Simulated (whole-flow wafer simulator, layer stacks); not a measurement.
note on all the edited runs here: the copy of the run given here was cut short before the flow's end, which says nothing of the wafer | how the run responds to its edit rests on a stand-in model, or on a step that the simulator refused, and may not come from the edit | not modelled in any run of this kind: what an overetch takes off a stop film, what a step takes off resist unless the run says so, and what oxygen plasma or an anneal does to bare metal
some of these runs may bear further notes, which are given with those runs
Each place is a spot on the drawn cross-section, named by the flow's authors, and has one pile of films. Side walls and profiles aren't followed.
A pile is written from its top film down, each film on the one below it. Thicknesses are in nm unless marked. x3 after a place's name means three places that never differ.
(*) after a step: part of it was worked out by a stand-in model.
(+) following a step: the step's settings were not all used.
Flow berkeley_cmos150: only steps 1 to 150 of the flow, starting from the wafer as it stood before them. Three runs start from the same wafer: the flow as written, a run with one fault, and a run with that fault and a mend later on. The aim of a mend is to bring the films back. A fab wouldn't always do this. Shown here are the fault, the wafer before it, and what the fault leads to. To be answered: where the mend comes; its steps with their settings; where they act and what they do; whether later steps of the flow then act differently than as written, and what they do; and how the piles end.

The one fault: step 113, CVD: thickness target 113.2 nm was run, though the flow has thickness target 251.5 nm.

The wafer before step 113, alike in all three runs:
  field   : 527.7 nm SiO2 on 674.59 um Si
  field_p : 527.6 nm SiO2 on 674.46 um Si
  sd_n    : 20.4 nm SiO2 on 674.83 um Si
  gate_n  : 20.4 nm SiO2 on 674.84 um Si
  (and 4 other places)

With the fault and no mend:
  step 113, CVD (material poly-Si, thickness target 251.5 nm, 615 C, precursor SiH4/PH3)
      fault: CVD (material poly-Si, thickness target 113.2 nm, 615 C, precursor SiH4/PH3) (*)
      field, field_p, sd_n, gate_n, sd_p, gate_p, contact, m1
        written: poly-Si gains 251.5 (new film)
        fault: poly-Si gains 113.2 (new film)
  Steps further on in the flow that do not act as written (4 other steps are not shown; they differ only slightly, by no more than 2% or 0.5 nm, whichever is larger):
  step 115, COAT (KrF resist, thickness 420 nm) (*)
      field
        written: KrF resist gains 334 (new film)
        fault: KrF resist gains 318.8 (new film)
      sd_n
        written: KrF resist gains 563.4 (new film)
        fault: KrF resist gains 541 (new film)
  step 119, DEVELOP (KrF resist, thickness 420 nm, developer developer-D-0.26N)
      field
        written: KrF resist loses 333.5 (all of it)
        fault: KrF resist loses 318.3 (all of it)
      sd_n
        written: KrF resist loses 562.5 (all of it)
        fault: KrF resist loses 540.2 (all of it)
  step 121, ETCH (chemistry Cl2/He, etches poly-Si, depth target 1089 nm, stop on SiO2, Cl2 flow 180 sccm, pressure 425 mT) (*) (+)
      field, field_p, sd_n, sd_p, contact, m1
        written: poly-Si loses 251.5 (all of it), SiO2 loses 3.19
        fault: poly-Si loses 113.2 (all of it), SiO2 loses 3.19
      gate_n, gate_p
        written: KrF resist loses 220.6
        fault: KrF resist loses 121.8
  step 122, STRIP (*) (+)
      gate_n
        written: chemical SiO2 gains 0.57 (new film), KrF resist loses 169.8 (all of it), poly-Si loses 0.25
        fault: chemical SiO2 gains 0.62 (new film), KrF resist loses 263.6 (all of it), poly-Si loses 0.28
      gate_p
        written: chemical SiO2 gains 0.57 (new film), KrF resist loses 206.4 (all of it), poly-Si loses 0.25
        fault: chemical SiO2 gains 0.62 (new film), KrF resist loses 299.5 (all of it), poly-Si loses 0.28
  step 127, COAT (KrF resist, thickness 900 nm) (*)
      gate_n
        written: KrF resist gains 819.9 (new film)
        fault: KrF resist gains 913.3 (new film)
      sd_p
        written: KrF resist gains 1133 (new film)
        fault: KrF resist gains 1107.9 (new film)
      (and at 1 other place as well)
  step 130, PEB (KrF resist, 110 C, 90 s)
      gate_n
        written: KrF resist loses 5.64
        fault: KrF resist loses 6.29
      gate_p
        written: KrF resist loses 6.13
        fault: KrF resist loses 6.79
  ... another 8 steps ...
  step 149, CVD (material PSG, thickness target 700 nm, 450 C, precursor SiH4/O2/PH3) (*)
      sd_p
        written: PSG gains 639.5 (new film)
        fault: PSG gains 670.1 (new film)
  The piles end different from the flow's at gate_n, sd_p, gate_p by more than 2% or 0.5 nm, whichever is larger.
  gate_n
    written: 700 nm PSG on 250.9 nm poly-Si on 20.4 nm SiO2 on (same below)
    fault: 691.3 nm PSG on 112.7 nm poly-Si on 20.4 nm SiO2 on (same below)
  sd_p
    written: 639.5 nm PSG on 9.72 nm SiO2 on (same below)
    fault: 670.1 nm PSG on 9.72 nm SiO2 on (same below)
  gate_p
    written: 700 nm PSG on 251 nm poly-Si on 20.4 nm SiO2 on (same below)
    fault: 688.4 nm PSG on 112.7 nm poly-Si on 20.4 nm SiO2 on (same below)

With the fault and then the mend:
  The mend follows step 113.
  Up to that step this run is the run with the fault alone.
  step 113a, CVD (material poly-Si, thickness target 138.3 nm, 615 C, precursor SiH4/PH3) (*) (the flow's step 113 again, with other settings)
      field, field_p, sd_n, gate_n, sd_p, gate_p, contact, m1
        poly-Si gains 138.3
  Every later step of the flow that is run acts as written, at every place that is followed, to within 2% or 0.5 nm, whichever is larger.
  The piles end only slightly different from the flow's at the places that both follow, by no more than 2% or 0.5 nm, whichever is larger.
